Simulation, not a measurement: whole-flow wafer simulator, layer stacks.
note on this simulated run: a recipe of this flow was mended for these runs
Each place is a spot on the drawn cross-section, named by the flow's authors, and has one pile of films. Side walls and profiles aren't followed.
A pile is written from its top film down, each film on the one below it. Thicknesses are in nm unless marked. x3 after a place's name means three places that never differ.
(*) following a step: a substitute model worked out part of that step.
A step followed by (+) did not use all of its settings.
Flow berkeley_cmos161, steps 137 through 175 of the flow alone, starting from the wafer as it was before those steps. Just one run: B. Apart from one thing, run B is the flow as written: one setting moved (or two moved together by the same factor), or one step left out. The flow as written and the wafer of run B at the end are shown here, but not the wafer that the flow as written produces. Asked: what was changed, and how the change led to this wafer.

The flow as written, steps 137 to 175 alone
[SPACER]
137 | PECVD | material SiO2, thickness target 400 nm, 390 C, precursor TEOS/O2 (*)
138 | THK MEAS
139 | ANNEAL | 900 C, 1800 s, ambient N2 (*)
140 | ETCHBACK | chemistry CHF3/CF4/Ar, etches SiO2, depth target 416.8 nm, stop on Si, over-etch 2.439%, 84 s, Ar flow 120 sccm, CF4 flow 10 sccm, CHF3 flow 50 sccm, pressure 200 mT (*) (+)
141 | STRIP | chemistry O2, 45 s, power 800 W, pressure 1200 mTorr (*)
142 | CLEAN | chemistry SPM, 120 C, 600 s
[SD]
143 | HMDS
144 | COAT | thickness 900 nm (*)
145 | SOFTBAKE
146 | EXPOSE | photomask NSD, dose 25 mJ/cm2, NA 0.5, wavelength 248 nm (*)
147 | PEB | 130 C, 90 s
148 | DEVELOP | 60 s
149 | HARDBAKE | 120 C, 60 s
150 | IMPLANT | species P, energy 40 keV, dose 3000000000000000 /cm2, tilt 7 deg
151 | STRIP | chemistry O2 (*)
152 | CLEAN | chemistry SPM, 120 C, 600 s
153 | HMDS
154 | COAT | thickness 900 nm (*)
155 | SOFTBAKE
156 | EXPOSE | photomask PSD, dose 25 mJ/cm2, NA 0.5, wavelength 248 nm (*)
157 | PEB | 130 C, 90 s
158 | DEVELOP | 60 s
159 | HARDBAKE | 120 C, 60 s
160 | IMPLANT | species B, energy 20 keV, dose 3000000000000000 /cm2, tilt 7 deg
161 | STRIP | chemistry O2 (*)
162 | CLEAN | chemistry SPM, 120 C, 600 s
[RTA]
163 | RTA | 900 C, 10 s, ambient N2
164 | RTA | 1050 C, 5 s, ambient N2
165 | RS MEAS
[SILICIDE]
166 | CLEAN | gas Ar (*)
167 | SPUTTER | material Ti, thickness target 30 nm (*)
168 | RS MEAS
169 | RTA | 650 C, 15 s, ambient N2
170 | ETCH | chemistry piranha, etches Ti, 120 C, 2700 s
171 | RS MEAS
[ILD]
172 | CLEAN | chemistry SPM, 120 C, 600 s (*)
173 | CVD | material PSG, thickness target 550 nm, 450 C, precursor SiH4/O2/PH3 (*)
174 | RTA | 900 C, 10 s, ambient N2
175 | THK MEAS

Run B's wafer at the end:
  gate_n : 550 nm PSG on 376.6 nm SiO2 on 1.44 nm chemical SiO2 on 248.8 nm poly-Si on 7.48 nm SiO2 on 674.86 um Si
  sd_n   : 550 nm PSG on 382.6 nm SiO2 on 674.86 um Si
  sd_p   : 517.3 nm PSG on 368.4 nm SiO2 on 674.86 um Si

What caused this: step 140, ETCHBACK: chemistry CHF3/CF4/Ar, etches SiO2, depth target 416.8 nm, stop on Si, over-etch 2.439%, 84 s, Ar flow 120 sccm, CF4 flow 10 sccm, CHF3 flow 50 sccm, pressure 200 mT (*) (+), was omitted.

Step by step, how the change led to this:
  141 | STRIP | chemistry O2, 45 s, power 800 W, pressure 1200 mTorr (*)
      sd_n, sd_p, contact, m1: nothing (it would be, as written: +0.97 chemical SiO2 (new film), -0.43 Si)
      gate_n, gate_p: nothing (it would be, as written: +0.97 chemical SiO2 (new film), -0.43 poly-Si)
  144 | COAT | thickness 900 nm (*)
      sd_n: +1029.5 KrF-resist (new film) (it would be, as written: +1006.2 KrF-resist (new film))
      spacer_n: +1056.7 KrF-resist (new film) (it would be, as written: +813 KrF-resist (new film))
      (and at 4 other places as well)
  147 | PEB | 130 C, 90 s
      spacer_n: -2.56 KrF-resist (it would be, as written: -1.88 KrF-resist)
      spacer_p: -2.55 KrF-resist (it would be, as written: -1.86 KrF-resist)
  148 | DEVELOP | 60 s
      sd_n: -1027 KrF-resist (all of it) (it would be, as written: -1003.8 KrF-resist (all of it))
      spacer_n: -1054.2 KrF-resist (all of it) (it would be, as written: -811.1 KrF-resist (all of it))
      (and at 1 other place as well)
  149 | HARDBAKE | 120 C, 60 s
      sd_p: -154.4 KrF-resist (it would be, as written: -149.5 KrF-resist)
      spacer_p: -155.6 KrF-resist (it would be, as written: -118.9 KrF-resist)
      (and at 1 other place as well)
  151 | STRIP | chemistry O2 (*)
      sd_p: -872 KrF-resist (all of it) (it would be, as written: -844.3 KrF-resist (all of it), +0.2 chemical SiO2, -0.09 Si)
      gate_p: -659.8 KrF-resist (all of it) (it would be, as written: -639.6 KrF-resist (all of it), +0.2 chemical SiO2, -0.09 poly-Si)
      (and at 1 other place as well)
  154 | COAT | thickness 900 nm (*)
      sd_n: +1029.5 KrF-resist (new film) (it would be, as written: +1006.1 KrF-resist (new film))
      spacer_n: +1056.7 KrF-resist (new film) (it would be, as written: +813.2 KrF-resist (new film))
      (and at 4 other places as well)
  157 | PEB | 130 C, 90 s
      spacer_n: -2.56 KrF-resist (it would be, as written: -1.88 KrF-resist)
      spacer_p: -2.55 KrF-resist (it would be, as written: -1.86 KrF-resist)
  158 | DEVELOP | 60 s
      sd_p: -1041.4 KrF-resist (all of it) (it would be, as written: -1008.7 KrF-resist (all of it))
      spacer_p: -1049.8 KrF-resist (all of it) (it would be, as written: -804.3 KrF-resist (all of it))
      (and at 1 other place as well)
  159 | HARDBAKE | 120 C, 60 s
      sd_n: -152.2 KrF-resist (it would be, as written: -148.7 KrF-resist)
      spacer_n: -156.3 KrF-resist (it would be, as written: -120 KrF-resist)
      (and at 1 other place as well)
  161 | STRIP | chemistry O2 (*)
      sd_n: -859.9 KrF-resist (all of it) (it would be, as written: -840 KrF-resist (all of it), +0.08 chemical SiO2)
      gate_n: -660.6 KrF-resist (all of it) (it would be, as written: -645.4 KrF-resist (all of it), +0.08 chemical SiO2, -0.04 poly-Si)
      (and at 1 other place as well)
  166 | CLEAN | gas Ar (*)
      sd_n, sd_p, contact, m1: -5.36 SiO2 (it would be, as written: -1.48 chemical SiO2 (all of it))
      gate_n, gate_p: -5.36 SiO2 (it would be, as written: -1.48 chemical SiO2 (all of it), -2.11 poly-Si)
  169 | RTA | 650 C, 15 s, ambient N2
      sd_n, sd_p, contact, m1: nothing (it would be, as written: -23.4 Ti, +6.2 TiSi first (new film), +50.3 TiSi2 C49 (new film), -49 Si)
      gate_n, gate_p: nothing (it would be, as written: -23.4 Ti, +6.2 TiSi first (new film), +50.3 TiSi2 C49 (new film), -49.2 poly-Si)
  170 | ETCH | chemistry piranha, etches Ti, 120 C, 2700 s
      sd_n, gate_n, sd_p, gate_p, contact, m1: -30 Ti (all of it) (it would be, as written: -6.6 Ti (all of it), -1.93 TiSi first)
  173 | CVD | material PSG, thickness target 550 nm, 450 C, precursor SiH4/O2/PH3 (*)
      spacer_n, spacer_p: +517.3 PSG (new film) (it would be, as written: +550 PSG (new film))
  174 | RTA | 900 C, 10 s, ambient N2
      sd_n, sd_p, contact, m1: nothing (it would be, as written: under 1 film: +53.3 TiSi2 (new film), -4.27 TiSi first (all of it), -50.3 TiSi2 C49 (all of it), -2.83 Si)
      gate_n, gate_p: nothing (it would be, as written: under 1 film: +53.3 TiSi2 (new film), -4.27 TiSi first (all of it), -50.3 TiSi2 C49 (all of it), -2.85 poly-Si)
